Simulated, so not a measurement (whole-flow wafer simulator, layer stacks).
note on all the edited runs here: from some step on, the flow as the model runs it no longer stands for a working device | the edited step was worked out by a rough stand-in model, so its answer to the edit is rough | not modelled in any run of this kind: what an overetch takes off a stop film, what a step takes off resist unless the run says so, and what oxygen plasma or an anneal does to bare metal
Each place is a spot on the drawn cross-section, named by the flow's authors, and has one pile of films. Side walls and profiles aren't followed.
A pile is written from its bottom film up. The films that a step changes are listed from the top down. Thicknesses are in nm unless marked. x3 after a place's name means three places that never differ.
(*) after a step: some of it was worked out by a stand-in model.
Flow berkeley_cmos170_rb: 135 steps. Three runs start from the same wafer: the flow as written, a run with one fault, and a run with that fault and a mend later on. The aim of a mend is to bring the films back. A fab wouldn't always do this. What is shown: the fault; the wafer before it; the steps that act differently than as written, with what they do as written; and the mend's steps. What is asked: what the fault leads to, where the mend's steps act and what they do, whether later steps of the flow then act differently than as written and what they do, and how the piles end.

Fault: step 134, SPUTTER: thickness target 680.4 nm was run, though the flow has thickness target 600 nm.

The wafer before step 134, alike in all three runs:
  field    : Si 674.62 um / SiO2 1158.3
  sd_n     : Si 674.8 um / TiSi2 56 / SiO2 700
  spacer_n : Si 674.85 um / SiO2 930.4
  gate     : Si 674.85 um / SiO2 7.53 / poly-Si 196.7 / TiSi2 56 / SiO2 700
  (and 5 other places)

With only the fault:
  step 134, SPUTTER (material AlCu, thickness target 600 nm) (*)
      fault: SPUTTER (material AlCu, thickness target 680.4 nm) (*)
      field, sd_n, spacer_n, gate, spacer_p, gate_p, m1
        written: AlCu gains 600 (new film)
        fault: AlCu gains 680.4 (new film)
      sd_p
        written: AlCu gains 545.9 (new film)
        fault: AlCu gains 623 (new film)
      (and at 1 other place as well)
  Every later step of the flow that is run acts as written at every place that is followed.
  The piles end different from the flow's at field, sd_n, spacer_n and 6 more by more than 2% or 0.5 nm, whichever is larger.
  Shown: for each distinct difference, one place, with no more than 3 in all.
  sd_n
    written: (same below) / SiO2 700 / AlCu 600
    fault: (same below) / SiO2 700 / AlCu 680.4
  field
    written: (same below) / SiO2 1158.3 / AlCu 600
    fault: (same below) / SiO2 1158.3 / AlCu 680.4
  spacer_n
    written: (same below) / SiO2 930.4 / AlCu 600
    fault: (same below) / SiO2 930.4 / AlCu 680.4

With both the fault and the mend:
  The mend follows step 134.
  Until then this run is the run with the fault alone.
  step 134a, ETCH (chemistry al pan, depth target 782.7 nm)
      field, sd_n, spacer_n, gate, spacer_p, gate_p, m1
        AlCu loses 680.4 (all of it)
      sd_p
        AlCu loses 623 (all of it)
      contact
        AlCu loses 467.8 (all of it)
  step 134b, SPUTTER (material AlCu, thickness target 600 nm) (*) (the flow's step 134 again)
      field, sd_n, spacer_n, gate, spacer_p, gate_p, m1
        AlCu gains 600 (new film)
      sd_p
        AlCu gains 545.9 (new film)
      contact
        AlCu gains 415.1 (new film)
  Every later step of the flow that is run acts as written at every place that is followed.
  At every place that both follow, the piles at the end match the flow's.
